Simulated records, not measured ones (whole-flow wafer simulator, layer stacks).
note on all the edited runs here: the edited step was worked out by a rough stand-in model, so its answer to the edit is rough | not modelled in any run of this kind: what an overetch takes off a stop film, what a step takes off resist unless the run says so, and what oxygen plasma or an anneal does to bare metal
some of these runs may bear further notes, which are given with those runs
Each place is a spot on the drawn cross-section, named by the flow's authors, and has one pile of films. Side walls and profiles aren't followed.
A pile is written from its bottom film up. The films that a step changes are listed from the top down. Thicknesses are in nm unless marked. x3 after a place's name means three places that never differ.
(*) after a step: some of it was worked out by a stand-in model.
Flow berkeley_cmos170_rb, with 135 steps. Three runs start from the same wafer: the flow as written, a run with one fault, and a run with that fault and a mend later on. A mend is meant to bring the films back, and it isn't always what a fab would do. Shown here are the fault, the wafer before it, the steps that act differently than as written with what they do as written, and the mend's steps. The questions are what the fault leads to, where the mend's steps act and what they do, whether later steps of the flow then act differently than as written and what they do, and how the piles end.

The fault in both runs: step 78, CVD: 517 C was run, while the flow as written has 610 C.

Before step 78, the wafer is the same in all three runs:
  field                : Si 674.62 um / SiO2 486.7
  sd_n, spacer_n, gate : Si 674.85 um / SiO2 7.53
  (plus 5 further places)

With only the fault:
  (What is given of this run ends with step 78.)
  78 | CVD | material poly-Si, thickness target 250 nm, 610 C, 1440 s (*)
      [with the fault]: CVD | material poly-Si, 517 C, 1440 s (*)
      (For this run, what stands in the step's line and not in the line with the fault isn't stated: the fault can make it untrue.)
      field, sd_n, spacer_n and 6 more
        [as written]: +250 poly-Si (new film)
        [with the fault]: +23.6 poly-Si (new film)
  The piles after step 78 differ from the flow's at field, sd_n, spacer_n and 6 more by more than 2% or 0.5 nm, whichever is larger.
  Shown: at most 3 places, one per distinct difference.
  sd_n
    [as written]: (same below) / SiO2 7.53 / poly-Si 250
    [with the fault]: (same below) / SiO2 7.53 / poly-Si 23.6
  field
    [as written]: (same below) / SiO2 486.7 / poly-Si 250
    [with the fault]: (same below) / SiO2 486.7 / poly-Si 23.6

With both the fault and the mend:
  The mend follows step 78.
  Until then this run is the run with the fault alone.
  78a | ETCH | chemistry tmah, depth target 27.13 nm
      field, sd_n, spacer_n and 6 more
        -23.6 poly-Si (all of it)
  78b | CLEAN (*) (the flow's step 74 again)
      leaves every film unchanged at each place that is followed
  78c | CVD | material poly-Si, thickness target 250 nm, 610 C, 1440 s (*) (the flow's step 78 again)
      field, sd_n, spacer_n and 6 more
        +250 poly-Si (new film)
  Every later step of the flow that is run acts as written, at every place that is followed, to within 2% or 0.5 nm, whichever is larger.
  By the end, the piles equal the flow's at every place that both follow.
